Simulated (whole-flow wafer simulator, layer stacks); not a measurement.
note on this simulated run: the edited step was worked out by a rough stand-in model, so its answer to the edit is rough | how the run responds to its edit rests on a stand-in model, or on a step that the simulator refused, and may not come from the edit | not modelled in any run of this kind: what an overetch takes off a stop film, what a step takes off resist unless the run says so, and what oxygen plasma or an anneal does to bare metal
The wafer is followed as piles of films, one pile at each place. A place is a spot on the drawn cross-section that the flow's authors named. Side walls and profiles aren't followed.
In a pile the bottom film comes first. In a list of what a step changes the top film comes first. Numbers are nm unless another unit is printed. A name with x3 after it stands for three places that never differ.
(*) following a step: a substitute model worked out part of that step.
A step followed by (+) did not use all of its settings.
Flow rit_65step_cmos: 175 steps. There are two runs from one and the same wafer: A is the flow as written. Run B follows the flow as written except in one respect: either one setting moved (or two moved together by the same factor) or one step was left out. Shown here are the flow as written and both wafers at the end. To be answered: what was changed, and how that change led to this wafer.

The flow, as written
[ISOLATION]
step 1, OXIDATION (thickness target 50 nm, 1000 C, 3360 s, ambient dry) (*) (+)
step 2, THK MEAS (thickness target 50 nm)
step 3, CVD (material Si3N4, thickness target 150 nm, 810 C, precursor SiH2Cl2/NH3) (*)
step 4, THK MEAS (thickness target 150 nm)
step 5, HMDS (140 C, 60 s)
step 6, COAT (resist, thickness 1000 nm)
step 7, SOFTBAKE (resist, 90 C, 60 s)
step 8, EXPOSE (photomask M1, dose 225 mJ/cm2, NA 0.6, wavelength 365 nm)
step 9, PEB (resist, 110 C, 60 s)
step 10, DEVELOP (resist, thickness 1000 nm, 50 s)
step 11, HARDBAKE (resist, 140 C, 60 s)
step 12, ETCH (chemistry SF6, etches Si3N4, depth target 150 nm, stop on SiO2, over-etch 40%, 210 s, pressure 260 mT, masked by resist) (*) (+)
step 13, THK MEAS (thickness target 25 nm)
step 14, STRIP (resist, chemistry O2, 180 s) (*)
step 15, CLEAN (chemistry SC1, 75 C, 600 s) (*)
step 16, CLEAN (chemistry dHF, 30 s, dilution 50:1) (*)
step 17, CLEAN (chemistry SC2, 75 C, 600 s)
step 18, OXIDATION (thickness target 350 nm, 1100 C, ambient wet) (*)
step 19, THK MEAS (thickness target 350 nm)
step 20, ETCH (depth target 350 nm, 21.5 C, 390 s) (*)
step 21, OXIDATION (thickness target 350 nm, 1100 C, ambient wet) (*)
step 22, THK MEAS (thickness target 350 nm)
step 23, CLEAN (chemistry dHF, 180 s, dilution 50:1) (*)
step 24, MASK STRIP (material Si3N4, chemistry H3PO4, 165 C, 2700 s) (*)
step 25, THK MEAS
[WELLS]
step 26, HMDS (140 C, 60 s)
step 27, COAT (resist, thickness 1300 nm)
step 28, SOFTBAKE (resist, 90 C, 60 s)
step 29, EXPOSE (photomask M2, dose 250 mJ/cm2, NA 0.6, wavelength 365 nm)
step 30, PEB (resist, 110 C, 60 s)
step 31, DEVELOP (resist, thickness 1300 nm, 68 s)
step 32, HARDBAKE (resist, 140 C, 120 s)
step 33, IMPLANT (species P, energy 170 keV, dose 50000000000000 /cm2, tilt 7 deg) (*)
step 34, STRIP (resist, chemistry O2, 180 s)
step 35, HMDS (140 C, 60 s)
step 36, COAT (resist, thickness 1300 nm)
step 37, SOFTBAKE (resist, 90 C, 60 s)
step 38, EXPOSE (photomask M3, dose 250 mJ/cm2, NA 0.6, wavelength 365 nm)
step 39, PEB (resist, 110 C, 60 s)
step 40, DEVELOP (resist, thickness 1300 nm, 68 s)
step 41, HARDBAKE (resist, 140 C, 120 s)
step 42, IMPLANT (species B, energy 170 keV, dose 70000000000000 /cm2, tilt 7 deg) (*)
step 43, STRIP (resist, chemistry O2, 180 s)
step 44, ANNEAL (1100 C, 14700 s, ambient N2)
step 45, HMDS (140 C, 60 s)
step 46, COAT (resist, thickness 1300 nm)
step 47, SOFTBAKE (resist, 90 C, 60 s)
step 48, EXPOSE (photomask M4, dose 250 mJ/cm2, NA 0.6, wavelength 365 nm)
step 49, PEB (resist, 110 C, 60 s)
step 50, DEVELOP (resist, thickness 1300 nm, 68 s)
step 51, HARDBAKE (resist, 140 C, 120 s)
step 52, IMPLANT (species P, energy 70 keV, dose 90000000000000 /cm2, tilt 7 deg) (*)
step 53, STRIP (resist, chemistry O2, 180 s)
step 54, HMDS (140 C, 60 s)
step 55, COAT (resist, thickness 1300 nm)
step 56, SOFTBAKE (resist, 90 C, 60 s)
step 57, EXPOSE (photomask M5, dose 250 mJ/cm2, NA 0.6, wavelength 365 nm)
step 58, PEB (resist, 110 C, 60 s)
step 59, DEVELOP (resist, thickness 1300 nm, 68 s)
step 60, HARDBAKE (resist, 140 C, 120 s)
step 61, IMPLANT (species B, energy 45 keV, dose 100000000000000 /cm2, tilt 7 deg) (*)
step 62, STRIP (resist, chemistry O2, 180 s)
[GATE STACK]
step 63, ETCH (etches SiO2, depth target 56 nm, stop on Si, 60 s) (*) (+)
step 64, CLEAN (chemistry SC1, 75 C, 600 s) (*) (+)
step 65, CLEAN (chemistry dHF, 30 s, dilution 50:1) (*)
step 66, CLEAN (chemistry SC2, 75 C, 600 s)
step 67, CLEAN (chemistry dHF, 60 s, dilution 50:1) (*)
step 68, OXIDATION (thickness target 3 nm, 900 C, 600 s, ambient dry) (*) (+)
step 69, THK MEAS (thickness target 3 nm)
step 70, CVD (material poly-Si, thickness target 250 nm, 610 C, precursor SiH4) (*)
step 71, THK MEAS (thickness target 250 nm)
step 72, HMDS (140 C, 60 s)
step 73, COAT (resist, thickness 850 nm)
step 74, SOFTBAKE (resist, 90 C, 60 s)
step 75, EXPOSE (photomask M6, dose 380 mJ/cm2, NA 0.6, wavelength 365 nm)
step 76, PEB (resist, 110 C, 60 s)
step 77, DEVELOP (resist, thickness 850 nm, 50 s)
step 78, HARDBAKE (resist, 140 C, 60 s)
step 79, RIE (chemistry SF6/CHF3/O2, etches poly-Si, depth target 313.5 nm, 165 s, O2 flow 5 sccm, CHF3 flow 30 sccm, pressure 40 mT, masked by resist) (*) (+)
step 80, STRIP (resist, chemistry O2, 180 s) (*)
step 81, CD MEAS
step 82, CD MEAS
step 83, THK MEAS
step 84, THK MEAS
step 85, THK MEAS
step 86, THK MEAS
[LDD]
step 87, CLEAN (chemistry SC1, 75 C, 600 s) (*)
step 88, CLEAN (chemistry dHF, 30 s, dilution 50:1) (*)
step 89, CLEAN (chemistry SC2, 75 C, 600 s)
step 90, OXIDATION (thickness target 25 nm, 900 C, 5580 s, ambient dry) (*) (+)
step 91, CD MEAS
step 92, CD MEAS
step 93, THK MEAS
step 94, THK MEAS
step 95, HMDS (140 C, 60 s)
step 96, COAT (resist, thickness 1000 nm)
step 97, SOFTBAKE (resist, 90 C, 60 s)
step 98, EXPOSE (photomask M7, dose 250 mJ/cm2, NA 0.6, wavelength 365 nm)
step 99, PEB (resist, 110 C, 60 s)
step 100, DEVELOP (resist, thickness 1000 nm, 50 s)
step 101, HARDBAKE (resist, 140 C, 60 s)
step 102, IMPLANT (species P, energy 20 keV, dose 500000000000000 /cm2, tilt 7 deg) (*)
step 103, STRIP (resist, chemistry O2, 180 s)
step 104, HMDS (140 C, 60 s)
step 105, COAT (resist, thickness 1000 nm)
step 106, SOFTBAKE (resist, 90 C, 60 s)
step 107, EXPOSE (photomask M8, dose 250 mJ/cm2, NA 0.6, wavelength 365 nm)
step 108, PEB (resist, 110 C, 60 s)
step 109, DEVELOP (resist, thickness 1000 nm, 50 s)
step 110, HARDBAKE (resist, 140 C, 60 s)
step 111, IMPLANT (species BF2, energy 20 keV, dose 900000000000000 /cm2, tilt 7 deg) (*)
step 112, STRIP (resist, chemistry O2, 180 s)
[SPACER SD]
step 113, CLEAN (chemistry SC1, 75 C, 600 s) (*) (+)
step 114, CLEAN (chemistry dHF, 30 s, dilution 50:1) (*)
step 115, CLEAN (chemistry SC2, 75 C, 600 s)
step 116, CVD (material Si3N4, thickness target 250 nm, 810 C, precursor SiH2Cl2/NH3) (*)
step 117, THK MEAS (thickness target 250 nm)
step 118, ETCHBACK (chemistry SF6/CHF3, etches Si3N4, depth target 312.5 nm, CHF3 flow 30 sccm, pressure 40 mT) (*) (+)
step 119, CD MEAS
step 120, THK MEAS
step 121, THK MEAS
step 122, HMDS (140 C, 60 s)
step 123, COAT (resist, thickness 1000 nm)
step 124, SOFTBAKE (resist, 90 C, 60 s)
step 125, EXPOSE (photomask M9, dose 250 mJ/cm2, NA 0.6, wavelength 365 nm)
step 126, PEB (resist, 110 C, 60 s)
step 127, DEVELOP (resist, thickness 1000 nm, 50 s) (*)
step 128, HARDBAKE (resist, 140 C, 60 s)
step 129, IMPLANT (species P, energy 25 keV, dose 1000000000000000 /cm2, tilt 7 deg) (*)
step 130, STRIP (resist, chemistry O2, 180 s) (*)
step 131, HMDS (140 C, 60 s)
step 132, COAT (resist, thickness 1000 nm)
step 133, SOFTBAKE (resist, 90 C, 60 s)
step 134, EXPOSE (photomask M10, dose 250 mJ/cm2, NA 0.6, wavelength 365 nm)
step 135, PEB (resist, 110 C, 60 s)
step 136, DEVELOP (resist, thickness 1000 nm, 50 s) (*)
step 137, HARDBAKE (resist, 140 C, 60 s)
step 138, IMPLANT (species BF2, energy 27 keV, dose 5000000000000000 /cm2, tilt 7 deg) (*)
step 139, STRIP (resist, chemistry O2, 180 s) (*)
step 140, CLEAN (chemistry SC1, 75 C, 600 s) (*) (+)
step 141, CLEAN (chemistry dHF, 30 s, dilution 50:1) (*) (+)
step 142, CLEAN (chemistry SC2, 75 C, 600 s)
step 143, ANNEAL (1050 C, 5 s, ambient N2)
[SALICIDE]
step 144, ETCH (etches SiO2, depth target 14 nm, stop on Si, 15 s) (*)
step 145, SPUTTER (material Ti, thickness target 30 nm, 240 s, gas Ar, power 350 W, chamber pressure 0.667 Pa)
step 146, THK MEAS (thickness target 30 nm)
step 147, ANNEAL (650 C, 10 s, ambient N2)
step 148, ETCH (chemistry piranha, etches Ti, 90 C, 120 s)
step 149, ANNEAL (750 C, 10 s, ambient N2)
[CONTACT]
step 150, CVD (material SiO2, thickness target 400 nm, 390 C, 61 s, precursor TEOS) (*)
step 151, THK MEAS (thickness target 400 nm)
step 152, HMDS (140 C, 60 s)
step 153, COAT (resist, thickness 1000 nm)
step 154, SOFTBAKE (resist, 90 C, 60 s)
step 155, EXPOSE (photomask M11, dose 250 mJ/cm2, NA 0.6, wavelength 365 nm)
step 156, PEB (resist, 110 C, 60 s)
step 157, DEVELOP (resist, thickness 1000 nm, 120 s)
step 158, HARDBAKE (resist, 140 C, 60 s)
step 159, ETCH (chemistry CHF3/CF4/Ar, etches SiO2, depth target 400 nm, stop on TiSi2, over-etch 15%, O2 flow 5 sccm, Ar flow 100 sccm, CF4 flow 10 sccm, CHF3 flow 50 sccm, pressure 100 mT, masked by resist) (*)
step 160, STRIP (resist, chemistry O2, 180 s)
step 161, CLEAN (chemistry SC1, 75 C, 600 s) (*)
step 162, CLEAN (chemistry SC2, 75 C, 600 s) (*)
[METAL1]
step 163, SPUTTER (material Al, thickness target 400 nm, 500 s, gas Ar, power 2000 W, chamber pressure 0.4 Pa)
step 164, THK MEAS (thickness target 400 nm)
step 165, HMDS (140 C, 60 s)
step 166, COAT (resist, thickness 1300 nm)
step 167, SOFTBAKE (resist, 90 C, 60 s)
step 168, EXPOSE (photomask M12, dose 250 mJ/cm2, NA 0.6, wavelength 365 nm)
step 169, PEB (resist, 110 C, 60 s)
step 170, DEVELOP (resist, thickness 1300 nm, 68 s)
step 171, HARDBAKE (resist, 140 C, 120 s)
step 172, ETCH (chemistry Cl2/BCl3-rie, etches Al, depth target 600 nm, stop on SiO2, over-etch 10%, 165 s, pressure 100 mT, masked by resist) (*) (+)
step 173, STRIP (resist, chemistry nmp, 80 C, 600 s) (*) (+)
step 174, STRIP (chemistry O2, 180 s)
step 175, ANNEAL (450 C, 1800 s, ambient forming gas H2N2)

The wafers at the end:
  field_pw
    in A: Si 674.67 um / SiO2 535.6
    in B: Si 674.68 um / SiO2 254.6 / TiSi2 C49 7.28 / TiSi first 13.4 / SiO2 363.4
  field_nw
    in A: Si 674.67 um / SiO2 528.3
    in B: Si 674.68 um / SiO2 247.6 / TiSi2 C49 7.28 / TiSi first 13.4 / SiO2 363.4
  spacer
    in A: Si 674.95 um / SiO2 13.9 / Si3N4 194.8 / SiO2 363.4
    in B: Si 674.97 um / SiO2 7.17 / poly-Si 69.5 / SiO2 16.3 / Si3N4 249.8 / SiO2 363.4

What caused this: step 70, CVD: thickness target 400 nm was run, though the flow has thickness target 250 nm.

Step by step, how the change led to this:
  step 70, CVD (material poly-Si, thickness target 250 nm, 610 C, precursor SiH4) (*)
      field, field_pw, field_nw and 11 more: A +250 poly-Si (new film) | B +400 poly-Si (new film)
  step 79, RIE (chemistry SF6/CHF3/O2, etches poly-Si, depth target 313.5 nm, 165 s, O2 flow 5 sccm, CHF3 flow 30 sccm, pressure 40 mT, masked by resist) (*) (+)
      active_n, active_p, spacer, spacer_p, sd_n, sd_p, contact, m1: A -250 poly-Si (all of it), -7.17 SiO2 (all of it) | B -313.5 poly-Si
      field, field_pw, field_nw, field_p: A -250 poly-Si (all of it), -10.9 SiO2 | B -313.5 poly-Si
  step 80, STRIP (resist, chemistry O2, 180 s) (*)
      active_n, active_p, spacer, spacer_p, sd_n, sd_p, contact, m1: A +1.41 chemical SiO2 (new film), -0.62 Si | B +1.41 chemical SiO2 (new film), -0.62 poly-Si
      field, field_pw, field_nw, field_p: A nothing | B +1.41 chemical SiO2 (new film), -0.62 poly-Si
  step 87, CLEAN (chemistry SC1, 75 C, 600 s) (*)
      active_n, active_p, spacer, spacer_p, sd_n, sd_p, contact, m1: A -0.81 chemical SiO2, -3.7 Si | B -0.81 chemical SiO2, -3.7 poly-Si
      field, field_pw, field_nw, field_p: A -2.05 SiO2 | B -0.81 chemical SiO2, -3.7 poly-Si
  step 88, CLEAN (chemistry dHF, 30 s, dilution 50:1) (*)
      field, field_pw, field_nw, field_p: A -2.78 SiO2 | B -0.6 chemical SiO2 (all of it)
  step 90, OXIDATION (thickness target 25 nm, 900 C, 5580 s, ambient dry) (*) (+)
      active_n, active_p, spacer, spacer_p, sd_n, sd_p, contact, m1: A +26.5 SiO2 (new film), -0.4 chemical SiO2 (all of it), -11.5 Si | B +28.9 SiO2 (new film), -0.4 chemical SiO2 (all of it), -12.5 poly-Si
      field, field_pw: A +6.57 SiO2, -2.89 Si | B +28.9 SiO2 (new film), -0.4 chemical SiO2 (all of it), -12.5 poly-Si
      (and at 2 other places as well)
  step 96, COAT (resist, thickness 1000 nm)
      gate_n, gate_p: A +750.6 resist (new film) | B +700.9 resist (new film)
  step 99, PEB (resist, 110 C, 60 s)
      gate_n, gate_p: A -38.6 resist | B -35.9 resist
  step 100, DEVELOP (resist, thickness 1000 nm, 50 s)
      gate_n: A -712.1 resist (all of it) | B -665 resist (all of it)
  step 101, HARDBAKE (resist, 140 C, 60 s)
      gate_p: A -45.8 resist | B -42.3 resist
  step 103, STRIP (resist, chemistry O2, 180 s)
      gate_p: A -666.3 resist (all of it) | B -622.7 resist (all of it)
  step 105, COAT (resist, thickness 1000 nm)
      gate_n, gate_p: A +750.6 resist (new film) | B +700.9 resist (new film)
  step 108, PEB (resist, 110 C, 60 s)
      gate_n, gate_p: A -38.6 resist | B -35.9 resist
  step 109, DEVELOP (resist, thickness 1000 nm, 50 s)
      gate_p: A -712.1 resist (all of it) | B -665 resist (all of it)
  step 110, HARDBAKE (resist, 140 C, 60 s)
      gate_n: A -45.8 resist | B -42.3 resist
  step 112, STRIP (resist, chemistry O2, 180 s)
      gate_n: A -666.3 resist (all of it) | B -622.7 resist (all of it)
  ... 23 further steps ...
  step 170, DEVELOP (resist, thickness 1300 nm, 68 s)
      field: A -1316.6 resist (all of it) | B -1280.5 resist (all of it)
      field_pw: A -1285.5 resist (all of it) | B -1241.6 resist (all of it)
      (and at 6 other places as well)
